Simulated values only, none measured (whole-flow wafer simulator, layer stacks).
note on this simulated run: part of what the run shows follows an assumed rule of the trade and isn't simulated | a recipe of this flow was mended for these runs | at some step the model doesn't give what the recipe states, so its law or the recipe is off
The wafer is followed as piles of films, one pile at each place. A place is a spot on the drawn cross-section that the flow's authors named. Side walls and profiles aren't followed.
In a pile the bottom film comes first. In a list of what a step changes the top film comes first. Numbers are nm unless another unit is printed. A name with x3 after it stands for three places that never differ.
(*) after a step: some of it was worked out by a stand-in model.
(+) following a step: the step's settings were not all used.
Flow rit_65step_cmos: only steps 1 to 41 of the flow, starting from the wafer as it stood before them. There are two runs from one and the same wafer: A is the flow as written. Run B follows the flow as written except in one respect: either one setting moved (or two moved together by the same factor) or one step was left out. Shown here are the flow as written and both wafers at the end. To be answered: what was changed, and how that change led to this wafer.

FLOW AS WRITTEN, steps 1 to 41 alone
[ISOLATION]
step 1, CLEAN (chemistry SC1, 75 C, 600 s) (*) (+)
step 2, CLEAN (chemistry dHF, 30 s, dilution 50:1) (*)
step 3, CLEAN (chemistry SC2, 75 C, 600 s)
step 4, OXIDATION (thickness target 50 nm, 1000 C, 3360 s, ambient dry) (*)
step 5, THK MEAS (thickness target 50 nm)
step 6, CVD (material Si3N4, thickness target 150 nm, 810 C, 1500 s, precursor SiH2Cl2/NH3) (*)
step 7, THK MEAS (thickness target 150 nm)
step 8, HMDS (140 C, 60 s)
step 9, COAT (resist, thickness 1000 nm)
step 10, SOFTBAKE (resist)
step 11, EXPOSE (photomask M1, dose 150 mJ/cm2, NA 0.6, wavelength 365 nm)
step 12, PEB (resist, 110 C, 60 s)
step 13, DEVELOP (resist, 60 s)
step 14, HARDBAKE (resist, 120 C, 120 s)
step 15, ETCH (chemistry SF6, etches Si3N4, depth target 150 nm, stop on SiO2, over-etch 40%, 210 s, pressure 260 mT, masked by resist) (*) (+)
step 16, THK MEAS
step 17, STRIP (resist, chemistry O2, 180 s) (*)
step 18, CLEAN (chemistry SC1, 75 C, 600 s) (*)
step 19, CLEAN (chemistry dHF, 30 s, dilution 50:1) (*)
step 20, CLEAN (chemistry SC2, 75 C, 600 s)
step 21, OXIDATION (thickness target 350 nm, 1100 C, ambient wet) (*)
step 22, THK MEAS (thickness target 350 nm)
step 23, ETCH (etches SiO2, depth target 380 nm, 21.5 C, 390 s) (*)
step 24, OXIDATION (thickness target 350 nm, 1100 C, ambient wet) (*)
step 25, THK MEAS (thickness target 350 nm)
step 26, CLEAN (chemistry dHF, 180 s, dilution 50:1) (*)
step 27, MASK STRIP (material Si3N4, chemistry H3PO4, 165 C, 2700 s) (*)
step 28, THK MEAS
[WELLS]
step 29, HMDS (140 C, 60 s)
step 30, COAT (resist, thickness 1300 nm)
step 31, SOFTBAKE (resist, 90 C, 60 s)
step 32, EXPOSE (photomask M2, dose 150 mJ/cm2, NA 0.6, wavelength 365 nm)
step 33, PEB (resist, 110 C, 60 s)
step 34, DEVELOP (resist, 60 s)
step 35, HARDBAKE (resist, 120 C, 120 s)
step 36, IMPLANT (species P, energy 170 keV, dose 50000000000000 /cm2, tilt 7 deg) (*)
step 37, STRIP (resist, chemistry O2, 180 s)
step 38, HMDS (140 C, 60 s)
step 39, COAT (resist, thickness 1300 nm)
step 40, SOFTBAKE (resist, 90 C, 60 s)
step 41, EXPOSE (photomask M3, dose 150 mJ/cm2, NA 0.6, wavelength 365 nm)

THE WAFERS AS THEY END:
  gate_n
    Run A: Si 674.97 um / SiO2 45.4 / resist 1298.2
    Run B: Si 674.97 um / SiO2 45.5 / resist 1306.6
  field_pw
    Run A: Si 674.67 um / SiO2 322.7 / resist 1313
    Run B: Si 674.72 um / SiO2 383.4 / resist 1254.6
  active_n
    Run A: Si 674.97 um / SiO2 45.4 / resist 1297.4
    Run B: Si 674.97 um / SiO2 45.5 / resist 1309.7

Cause: step 23, ETCH: depth target 190 nm was run, while the flow as written has depth target 380 nm; step 23, ETCH: 195 s was run, where the flow has 390 s.

The path from the change to this, step by step:
  step 23, ETCH (etches SiO2, depth target 380 nm, 21.5 C, 390 s) (*)
      field, field_p: A -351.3 SiO2 (all of it), -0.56 Si | B -190.4 SiO2
      field_pw, field_nw: A -355.4 SiO2 (all of it), -0.49 Si | B -190.5 SiO2
      (and at 10 other places as well)
  step 24, OXIDATION (thickness target 350 nm, 1100 C, ambient wet) (*)
      field, field_p: A +350 SiO2 (new film), -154 Si | B +247.8 SiO2, -109 Si
      field_pw, field_nw: A +350 SiO2 (new film), -154 Si | B +245.8 SiO2, -108.2 Si
  step 30, COAT (resist, thickness 1300 nm)
      field_pw, field_nw: A +1313 resist (new film) | B +1254.6 resist (new film)
      field: A +1315.7 resist (new film) | B +1239.3 resist (new film)
      (and at 1 other place as well)
  step 33, PEB (resist, 110 C, 60 s)
      field, field_p: A -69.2 resist | B -65.2 resist
      field_pw, field_nw: A -69.1 resist | B -66 resist
  step 34, DEVELOP (resist, 60 s)
      field_nw: A -1243.9 resist (all of it) | B -1188.6 resist (all of it)
      field_p: A -1246.5 resist (all of it) | B -1174.3 resist (all of it)
  step 35, HARDBAKE (resist, 120 C, 120 s)
      field: A -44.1 resist | B -41.5 resist
      field_pw: A -44 resist | B -42.1 resist
  step 37, STRIP (resist, chemistry O2, 180 s)
      field: A -1202.4 resist (all of it) | B -1132.5 resist (all of it)
      field_pw: A -1199.9 resist (all of it) | B -1146.6 resist (all of it)
  step 39, COAT (resist, thickness 1300 nm)
      field_pw, field_nw: A +1313 resist (new film) | B +1254.6 resist (new film)
      field: A +1315.7 resist (new film) | B +1239.3 resist (new film)
      (and at 1 other place as well)
